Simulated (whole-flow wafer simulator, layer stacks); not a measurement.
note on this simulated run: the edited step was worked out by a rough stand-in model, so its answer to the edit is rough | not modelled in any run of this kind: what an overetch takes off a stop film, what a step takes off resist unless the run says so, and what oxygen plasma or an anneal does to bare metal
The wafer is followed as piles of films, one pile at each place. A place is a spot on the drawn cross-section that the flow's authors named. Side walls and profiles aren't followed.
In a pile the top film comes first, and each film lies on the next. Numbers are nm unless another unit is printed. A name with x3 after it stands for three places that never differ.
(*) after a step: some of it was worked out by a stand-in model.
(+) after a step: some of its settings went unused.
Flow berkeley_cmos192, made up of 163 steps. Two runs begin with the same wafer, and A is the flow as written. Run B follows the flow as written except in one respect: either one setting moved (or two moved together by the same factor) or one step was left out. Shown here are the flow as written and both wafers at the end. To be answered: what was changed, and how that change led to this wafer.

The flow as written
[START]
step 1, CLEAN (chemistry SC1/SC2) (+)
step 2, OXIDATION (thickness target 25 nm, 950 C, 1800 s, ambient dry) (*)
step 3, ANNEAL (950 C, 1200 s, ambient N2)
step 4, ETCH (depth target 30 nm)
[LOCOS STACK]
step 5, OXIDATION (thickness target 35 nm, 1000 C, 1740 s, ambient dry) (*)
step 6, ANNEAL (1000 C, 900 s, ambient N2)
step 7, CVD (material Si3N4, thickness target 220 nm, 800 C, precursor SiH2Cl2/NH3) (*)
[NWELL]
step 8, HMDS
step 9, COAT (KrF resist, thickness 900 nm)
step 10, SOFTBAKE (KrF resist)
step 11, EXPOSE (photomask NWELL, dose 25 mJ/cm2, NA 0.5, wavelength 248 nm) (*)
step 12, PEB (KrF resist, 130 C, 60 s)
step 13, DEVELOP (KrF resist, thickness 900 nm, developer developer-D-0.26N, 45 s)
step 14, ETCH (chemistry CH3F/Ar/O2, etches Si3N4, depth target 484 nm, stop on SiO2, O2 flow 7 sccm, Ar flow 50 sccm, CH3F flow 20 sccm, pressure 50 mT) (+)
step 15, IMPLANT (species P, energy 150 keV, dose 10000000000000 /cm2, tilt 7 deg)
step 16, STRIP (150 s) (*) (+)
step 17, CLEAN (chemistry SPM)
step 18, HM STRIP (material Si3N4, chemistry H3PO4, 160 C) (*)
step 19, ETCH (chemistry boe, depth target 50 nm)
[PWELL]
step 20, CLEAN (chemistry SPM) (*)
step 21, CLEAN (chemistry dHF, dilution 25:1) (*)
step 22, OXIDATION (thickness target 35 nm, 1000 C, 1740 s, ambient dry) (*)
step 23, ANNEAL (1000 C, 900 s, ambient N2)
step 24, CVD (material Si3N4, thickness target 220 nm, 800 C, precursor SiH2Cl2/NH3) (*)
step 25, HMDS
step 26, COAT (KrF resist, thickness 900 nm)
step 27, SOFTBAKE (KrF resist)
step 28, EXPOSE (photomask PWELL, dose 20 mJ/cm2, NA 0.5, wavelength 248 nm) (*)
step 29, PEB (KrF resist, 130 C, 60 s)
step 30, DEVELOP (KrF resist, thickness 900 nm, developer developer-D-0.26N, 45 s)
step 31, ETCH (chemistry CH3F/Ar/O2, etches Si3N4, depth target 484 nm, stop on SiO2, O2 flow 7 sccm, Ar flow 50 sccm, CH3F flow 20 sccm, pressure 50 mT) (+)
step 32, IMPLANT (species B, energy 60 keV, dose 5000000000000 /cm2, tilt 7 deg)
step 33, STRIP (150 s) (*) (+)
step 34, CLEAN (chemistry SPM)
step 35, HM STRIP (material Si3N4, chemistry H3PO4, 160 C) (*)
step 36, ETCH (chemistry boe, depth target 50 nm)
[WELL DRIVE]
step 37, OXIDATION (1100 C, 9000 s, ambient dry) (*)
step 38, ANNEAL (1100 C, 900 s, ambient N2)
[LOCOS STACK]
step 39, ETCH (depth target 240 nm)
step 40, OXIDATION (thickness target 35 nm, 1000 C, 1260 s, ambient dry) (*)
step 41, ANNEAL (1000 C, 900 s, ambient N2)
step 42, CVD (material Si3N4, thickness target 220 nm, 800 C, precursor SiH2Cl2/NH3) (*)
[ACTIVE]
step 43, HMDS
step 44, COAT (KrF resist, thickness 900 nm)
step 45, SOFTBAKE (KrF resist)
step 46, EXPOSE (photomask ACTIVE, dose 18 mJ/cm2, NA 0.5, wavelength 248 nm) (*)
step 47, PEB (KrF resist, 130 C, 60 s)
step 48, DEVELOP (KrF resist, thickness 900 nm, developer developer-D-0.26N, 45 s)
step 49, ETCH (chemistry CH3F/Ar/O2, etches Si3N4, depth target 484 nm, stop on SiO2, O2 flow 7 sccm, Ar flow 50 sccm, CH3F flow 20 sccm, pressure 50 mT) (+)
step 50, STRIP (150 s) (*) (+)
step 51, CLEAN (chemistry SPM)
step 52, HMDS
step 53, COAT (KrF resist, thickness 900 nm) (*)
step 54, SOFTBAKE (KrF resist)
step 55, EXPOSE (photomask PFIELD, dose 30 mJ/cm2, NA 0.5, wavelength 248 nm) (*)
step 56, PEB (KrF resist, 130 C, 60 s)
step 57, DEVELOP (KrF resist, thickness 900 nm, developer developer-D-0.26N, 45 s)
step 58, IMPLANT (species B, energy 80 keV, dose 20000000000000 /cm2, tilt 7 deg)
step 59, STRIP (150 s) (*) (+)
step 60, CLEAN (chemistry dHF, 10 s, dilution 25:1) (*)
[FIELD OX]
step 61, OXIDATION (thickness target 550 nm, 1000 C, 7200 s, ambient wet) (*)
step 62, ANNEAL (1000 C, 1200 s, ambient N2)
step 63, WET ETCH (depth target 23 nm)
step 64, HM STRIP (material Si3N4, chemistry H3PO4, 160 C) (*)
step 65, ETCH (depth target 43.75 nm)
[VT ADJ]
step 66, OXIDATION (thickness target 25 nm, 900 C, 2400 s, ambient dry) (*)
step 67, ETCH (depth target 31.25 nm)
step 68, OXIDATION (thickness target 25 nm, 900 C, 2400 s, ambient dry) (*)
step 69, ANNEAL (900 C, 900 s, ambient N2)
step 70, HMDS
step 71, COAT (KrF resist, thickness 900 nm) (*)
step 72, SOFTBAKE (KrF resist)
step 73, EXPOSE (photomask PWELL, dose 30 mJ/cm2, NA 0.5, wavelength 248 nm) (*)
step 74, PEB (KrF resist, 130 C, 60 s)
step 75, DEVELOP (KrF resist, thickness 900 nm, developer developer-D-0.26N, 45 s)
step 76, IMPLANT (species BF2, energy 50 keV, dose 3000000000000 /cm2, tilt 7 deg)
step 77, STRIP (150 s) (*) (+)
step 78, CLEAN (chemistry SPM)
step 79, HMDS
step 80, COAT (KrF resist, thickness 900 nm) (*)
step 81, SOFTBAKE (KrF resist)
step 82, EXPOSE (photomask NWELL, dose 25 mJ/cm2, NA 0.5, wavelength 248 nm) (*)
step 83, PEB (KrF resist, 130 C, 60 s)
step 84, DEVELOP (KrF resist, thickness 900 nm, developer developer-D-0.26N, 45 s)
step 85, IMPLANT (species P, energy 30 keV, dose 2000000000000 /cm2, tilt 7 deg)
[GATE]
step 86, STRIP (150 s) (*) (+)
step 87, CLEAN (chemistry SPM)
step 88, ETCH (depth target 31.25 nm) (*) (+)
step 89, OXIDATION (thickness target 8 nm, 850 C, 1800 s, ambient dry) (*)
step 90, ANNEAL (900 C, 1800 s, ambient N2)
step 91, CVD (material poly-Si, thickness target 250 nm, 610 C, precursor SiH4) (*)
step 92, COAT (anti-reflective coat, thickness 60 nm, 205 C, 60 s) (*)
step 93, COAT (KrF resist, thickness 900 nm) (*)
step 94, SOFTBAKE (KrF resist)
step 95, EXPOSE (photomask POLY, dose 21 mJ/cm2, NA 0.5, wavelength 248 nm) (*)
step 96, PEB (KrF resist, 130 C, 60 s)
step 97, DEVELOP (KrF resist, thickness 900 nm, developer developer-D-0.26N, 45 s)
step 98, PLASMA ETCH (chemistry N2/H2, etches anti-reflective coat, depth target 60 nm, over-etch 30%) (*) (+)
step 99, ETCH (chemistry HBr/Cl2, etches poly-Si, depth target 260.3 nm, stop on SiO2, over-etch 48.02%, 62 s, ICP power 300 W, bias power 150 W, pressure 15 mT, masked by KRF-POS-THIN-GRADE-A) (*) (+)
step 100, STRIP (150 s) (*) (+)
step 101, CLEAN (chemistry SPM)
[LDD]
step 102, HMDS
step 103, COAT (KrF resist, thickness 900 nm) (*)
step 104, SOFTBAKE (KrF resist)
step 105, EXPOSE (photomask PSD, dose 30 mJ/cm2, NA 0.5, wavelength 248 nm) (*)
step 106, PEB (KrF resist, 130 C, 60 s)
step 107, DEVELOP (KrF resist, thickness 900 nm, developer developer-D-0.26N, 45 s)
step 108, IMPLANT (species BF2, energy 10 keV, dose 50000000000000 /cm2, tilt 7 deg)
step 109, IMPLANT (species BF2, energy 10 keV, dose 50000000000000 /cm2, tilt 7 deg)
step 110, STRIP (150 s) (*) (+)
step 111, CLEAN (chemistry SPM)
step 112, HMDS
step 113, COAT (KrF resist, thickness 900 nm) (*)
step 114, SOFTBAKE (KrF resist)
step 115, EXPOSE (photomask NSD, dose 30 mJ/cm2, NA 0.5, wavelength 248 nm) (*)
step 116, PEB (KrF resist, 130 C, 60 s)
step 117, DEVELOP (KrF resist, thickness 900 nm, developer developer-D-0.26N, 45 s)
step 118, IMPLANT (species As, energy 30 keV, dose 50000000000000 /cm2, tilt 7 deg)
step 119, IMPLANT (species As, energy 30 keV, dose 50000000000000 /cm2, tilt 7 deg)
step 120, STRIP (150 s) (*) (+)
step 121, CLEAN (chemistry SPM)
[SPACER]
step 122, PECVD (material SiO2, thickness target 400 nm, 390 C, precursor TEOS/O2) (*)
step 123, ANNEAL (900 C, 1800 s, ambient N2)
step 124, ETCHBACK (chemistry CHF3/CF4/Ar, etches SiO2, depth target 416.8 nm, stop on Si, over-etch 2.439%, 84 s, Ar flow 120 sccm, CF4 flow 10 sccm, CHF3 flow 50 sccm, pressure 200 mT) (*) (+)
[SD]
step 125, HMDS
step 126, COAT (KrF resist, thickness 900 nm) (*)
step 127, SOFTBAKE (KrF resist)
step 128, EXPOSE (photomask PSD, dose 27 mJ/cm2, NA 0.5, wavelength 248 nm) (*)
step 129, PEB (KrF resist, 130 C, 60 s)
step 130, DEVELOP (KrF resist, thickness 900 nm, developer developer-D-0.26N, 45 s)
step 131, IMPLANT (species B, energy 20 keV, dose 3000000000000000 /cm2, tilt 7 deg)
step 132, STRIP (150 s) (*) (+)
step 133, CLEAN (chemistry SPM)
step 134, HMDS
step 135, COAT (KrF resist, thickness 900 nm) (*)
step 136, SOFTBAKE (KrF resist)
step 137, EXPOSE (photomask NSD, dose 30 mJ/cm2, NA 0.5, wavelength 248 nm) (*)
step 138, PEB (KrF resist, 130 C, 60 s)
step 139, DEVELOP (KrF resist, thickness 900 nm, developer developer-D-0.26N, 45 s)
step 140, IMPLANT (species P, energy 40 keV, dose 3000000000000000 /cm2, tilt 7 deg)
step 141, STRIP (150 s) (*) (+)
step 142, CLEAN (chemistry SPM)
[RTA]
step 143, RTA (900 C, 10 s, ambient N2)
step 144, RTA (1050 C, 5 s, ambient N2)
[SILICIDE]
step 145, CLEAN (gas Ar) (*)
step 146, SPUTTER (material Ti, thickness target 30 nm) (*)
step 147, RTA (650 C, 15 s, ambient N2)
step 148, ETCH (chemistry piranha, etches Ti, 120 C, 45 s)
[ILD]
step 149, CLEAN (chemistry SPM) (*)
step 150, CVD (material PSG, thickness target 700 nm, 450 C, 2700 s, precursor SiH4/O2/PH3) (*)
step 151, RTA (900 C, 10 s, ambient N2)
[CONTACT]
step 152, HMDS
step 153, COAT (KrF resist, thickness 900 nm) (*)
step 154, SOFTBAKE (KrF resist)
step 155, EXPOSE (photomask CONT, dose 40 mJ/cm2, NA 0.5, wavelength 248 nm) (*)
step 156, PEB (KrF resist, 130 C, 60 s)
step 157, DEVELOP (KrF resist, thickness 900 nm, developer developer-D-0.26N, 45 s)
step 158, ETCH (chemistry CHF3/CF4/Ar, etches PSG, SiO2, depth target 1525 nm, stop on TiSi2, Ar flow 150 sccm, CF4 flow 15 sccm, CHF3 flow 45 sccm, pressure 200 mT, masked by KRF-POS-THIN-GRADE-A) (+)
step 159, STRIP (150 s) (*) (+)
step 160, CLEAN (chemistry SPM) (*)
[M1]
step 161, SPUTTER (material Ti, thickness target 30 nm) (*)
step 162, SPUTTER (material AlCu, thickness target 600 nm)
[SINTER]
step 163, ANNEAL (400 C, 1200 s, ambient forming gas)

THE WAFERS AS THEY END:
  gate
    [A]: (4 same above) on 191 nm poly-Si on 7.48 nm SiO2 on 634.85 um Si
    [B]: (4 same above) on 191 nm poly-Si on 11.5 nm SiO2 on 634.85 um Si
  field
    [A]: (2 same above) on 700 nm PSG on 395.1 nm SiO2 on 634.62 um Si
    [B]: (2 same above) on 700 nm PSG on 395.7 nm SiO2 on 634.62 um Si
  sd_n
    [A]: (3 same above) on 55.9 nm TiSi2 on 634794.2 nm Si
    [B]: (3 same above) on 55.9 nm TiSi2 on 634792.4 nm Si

The reason: step 89, OXIDATION: 892 C was run, while the flow as written has 850 C.

The path from the change to this, step by step:
  step 89, OXIDATION (thickness target 8 nm, 850 C, 1800 s, ambient dry) (*)
      sd_n, spacer_n, gate, sd_p, spacer_p, gate_p, contact, m1: A +7.48 SiO2 (new film), -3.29 Si | B +11.5 SiO2 (new film), -5.06 Si
      field: A +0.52 SiO2, -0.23 Si | B +1.15 SiO2, -0.51 Si
